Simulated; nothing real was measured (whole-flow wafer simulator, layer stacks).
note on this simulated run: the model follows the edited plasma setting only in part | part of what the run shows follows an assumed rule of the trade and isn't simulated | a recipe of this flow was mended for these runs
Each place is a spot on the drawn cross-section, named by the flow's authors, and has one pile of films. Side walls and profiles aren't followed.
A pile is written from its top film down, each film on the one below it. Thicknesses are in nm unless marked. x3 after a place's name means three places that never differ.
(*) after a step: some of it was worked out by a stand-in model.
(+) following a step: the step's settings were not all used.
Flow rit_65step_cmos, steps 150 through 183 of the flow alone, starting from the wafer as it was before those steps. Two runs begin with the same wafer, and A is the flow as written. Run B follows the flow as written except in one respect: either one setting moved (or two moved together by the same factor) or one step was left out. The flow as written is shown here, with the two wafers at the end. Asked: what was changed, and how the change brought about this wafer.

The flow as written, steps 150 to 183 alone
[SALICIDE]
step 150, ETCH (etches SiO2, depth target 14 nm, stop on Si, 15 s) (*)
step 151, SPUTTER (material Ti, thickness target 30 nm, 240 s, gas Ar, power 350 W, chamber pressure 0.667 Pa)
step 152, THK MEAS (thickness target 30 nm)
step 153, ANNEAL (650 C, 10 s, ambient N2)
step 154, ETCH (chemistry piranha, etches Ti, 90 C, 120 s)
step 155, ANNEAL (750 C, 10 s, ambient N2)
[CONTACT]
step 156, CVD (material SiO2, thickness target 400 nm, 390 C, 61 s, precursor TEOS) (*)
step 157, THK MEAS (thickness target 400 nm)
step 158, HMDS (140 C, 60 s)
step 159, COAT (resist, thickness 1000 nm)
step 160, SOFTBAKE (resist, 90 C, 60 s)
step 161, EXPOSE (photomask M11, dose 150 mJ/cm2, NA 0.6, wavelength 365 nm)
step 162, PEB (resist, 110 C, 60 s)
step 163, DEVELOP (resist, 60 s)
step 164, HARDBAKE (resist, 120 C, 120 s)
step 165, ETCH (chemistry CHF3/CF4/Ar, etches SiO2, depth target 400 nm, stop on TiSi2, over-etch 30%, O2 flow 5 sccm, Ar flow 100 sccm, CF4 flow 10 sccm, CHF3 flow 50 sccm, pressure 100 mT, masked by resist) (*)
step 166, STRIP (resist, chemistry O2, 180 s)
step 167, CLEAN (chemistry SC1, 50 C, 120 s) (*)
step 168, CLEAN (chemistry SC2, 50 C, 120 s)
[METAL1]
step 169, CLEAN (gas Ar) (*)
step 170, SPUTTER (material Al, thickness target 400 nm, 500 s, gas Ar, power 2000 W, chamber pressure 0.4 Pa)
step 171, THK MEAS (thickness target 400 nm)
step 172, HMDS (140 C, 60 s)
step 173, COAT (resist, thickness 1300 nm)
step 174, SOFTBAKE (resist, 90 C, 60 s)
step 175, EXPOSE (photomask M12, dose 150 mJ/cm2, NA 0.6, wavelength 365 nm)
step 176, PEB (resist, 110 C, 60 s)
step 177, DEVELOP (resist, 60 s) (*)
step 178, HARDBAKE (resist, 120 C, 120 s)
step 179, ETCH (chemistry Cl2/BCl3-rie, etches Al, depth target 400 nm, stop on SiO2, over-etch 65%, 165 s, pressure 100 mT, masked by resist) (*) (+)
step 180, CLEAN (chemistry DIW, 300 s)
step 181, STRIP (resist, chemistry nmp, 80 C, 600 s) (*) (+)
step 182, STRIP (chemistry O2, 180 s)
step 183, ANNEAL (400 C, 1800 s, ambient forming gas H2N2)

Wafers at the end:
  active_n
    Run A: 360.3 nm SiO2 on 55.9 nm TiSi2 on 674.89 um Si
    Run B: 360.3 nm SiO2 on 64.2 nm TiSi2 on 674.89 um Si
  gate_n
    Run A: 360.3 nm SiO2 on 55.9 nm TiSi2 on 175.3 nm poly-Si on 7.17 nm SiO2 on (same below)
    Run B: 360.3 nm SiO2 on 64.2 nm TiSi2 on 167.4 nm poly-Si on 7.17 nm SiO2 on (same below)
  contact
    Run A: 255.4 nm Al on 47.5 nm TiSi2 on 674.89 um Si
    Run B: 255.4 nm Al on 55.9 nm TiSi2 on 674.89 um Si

Cause: step 151, SPUTTER: power 402 W was run, though the flow has power 350 W.

How this came from the change, step by step:
  step 151, SPUTTER (material Ti, thickness target 30 nm, 240 s, gas Ar, power 350 W, chamber pressure 0.667 Pa)
      field, field_pw, field_nw and 11 more: A +30 Ti (new film) | B +34.5 Ti (new film)
  step 153, ANNEAL (650 C, 10 s, ambient N2)
      active_n, active_p, sd_n, sd_p, contact, m1: A -23.4 Ti, +15 TiSi first (new film), +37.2 TiSi2 C49 (new film), -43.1 Si | B -26.9 Ti, +25.6 TiSi first (new film), +30.3 TiSi2 C49 (new film), -44 Si
      gate_n, gate_p: A -23.4 Ti, +15 TiSi first (new film), +37.2 TiSi2 C49 (new film), -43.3 poly-Si | B -26.9 Ti, +25.6 TiSi first (new film), +30.3 TiSi2 C49 (new film), -44.2 poly-Si
  step 154, ETCH (chemistry piranha, etches Ti, 90 C, 120 s)
      active_n, active_p, gate_n, gate_p, sd_n, sd_p, contact, m1: A -6.6 Ti (all of it), -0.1 TiSi first | B -7.58 Ti (all of it), -0.1 TiSi first
      field, field_pw, field_nw, field_p, spacer, spacer_p: A -30 Ti (all of it) | B -34.5 Ti (all of it)
  step 155, ANNEAL (750 C, 10 s, ambient N2)
      active_n, active_p, sd_n, sd_p, contact, m1: A +55.9 TiSi2 (new film), -14.9 TiSi first (all of it), -37.2 TiSi2 C49 (all of it), -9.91 Si | B +64.2 TiSi2 (new film), -25.5 TiSi first (all of it), -30.3 TiSi2 C49 (all of it), -16.9 Si
      gate_n, gate_p: A +55.9 TiSi2 (new film), -14.9 TiSi first (all of it), -37.2 TiSi2 C49 (all of it), -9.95 poly-Si | B +64.2 TiSi2 (new film), -25.5 TiSi first (all of it), -30.3 TiSi2 C49 (all of it), -17 poly-Si
